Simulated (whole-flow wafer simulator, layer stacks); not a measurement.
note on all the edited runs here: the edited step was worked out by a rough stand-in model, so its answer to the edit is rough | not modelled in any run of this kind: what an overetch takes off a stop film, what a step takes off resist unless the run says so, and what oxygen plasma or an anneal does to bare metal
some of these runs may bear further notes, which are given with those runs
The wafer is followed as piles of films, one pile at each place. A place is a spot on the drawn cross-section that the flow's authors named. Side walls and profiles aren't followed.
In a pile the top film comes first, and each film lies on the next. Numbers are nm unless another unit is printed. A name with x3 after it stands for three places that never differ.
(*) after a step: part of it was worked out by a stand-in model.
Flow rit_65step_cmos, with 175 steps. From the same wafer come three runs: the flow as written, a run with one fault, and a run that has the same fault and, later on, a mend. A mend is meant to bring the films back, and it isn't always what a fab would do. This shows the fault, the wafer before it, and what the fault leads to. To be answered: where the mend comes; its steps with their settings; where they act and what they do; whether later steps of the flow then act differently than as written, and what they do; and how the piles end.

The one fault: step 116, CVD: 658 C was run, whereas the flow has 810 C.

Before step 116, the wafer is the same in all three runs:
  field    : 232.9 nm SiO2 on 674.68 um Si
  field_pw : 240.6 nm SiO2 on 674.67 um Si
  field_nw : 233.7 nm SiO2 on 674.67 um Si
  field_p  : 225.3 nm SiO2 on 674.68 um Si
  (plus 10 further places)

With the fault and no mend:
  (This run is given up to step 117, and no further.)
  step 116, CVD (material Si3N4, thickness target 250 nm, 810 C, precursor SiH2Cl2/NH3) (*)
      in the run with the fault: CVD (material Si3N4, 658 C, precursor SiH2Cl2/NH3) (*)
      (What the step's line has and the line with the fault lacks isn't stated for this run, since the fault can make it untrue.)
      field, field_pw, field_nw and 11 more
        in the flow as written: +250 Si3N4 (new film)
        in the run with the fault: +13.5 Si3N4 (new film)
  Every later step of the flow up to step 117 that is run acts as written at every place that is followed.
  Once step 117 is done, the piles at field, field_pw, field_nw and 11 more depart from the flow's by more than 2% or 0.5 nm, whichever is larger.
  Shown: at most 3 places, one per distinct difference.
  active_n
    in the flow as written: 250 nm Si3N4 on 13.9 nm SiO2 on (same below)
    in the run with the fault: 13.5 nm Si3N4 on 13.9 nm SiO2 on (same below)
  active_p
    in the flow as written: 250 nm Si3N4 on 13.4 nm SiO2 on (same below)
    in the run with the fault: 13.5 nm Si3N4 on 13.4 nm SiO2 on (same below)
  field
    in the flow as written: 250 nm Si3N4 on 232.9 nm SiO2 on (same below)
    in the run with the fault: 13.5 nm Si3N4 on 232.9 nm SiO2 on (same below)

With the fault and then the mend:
  The mend follows step 117.
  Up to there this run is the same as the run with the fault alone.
  step 117a, CVD (material Si3N4, thickness target 236 nm, 810 C, precursor SiH2Cl2/NH3) (*) (a further turn of the flow's step 116, with different settings)
      field, field_pw, field_nw and 11 more
        +236 Si3N4
  Every later step of the flow that is run acts as written, at every place that is followed, to within 2% or 0.5 nm, whichever is larger.
  At the end the piles are close to the flow's at the places that both follow, differing by at most 2% or 0.5 nm, whichever is larger.
